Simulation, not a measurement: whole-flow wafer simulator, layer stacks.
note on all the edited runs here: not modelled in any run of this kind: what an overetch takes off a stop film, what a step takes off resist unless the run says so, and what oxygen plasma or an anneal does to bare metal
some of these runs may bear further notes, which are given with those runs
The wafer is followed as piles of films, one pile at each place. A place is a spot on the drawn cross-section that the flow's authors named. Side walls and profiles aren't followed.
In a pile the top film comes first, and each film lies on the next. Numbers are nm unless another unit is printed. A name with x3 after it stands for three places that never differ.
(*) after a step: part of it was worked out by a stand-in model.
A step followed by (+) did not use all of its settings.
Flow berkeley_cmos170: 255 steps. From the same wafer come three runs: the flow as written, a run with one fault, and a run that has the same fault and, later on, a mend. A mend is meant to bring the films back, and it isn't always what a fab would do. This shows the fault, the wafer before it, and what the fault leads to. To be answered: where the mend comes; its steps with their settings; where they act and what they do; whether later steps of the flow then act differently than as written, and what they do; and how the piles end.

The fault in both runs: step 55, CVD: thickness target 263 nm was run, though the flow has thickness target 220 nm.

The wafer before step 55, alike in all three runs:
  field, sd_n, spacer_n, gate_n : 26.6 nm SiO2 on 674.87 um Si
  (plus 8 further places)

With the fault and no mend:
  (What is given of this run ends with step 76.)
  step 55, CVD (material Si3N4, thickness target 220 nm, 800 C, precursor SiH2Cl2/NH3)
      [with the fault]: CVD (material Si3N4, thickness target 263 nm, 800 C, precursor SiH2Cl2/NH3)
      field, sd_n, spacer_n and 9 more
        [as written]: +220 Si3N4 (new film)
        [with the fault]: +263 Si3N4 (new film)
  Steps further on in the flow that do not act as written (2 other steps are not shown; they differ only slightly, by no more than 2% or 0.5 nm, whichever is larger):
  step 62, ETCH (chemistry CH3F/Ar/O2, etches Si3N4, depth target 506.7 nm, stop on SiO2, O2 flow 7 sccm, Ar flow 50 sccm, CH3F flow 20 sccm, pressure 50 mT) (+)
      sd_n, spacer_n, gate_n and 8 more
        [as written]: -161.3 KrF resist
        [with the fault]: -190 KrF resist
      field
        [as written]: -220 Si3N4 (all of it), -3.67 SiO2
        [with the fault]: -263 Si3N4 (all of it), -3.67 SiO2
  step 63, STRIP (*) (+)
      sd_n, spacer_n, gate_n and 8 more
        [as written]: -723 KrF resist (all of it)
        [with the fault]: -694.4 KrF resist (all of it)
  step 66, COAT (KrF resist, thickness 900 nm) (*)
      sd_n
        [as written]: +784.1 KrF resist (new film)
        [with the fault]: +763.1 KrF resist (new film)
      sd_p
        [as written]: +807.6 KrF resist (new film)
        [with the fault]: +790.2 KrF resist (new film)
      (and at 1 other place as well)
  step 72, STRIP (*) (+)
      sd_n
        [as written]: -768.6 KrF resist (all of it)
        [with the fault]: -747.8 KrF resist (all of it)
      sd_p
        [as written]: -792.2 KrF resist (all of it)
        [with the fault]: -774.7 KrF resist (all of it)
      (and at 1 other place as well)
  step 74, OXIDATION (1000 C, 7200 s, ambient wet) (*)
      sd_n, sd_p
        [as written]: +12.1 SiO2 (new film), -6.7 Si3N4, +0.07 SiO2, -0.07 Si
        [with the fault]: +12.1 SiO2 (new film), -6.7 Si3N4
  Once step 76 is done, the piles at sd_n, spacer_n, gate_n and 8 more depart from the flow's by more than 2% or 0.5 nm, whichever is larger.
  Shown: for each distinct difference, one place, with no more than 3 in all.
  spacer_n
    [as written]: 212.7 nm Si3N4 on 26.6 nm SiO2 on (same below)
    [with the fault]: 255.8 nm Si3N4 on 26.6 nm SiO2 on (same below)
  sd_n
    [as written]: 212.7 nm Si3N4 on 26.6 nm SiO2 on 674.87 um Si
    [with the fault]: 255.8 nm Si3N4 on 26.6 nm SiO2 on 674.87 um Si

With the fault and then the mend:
  After step 55 comes the mend.
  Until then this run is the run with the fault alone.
  step 55a, ETCH (chemistry h3po4, depth target 302.4 nm)
      field, sd_n, spacer_n and 9 more
        -263 Si3N4 (all of it)
  step 55b, CLEAN (chemistry SPM)
      alters no film at any place that is followed
  step 55c, CVD (material Si3N4, thickness target 220 nm, 800 C, precursor SiH2Cl2/NH3) (the flow's step 55, run once more)
      field, sd_n, spacer_n and 9 more
        +220 Si3N4 (new film)
  Later steps of the flow that are run all act as written at every place that is followed.
  The piles end the same as the flow's at every place that both follow.
